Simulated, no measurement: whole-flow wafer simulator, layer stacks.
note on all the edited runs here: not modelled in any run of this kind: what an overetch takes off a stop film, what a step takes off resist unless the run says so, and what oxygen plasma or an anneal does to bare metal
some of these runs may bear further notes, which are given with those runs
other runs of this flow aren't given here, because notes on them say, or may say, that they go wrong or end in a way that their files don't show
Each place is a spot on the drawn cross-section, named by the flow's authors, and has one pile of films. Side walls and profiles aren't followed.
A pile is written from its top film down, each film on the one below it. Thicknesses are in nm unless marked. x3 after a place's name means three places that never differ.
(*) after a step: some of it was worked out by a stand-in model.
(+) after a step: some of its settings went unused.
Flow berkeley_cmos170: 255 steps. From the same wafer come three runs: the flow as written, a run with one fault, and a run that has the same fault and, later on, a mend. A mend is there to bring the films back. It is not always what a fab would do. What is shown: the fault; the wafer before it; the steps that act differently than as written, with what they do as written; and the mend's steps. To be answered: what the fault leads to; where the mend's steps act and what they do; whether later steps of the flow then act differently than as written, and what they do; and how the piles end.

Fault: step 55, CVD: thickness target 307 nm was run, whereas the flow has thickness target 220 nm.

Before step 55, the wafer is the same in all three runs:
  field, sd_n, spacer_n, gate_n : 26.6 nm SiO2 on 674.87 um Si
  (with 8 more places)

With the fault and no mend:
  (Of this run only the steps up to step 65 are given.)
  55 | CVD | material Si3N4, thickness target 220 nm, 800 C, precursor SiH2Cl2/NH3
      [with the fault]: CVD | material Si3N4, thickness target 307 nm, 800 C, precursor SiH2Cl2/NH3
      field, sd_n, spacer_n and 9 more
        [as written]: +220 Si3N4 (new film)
        [with the fault]: +307 Si3N4 (new film)
  Later steps of the flow acting differently than as written:
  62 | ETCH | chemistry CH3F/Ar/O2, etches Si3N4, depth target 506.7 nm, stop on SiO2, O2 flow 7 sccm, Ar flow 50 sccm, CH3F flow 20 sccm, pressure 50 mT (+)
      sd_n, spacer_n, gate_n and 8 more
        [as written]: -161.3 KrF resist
        [with the fault]: -219.3 KrF resist
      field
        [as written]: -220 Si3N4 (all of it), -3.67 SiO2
        [with the fault]: -307 Si3N4 (all of it), -3.67 SiO2
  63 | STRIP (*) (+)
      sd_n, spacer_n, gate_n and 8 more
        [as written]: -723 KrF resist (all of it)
        [with the fault]: -665 KrF resist (all of it)
  After step 65, at sd_n, spacer_n, gate_n and 8 more, the piles differ from the flow's by more than 2% or 0.5 nm, whichever is larger.
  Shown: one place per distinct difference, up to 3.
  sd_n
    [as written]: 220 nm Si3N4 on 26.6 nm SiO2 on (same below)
    [with the fault]: 307 nm Si3N4 on 26.6 nm SiO2 on (same below)

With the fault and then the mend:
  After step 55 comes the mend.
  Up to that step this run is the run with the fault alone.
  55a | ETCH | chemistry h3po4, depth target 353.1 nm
      field, sd_n, spacer_n and 9 more
        -307 Si3N4 (all of it)
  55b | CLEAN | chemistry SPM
      alters no film at any place that is followed
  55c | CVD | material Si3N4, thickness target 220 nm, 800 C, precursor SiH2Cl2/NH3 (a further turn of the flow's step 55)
      field, sd_n, spacer_n and 9 more
        +220 Si3N4 (new film)
  Every later step of the flow that is run acts as written at every place that is followed.
  At every place that both follow, the piles at the end match the flow's.
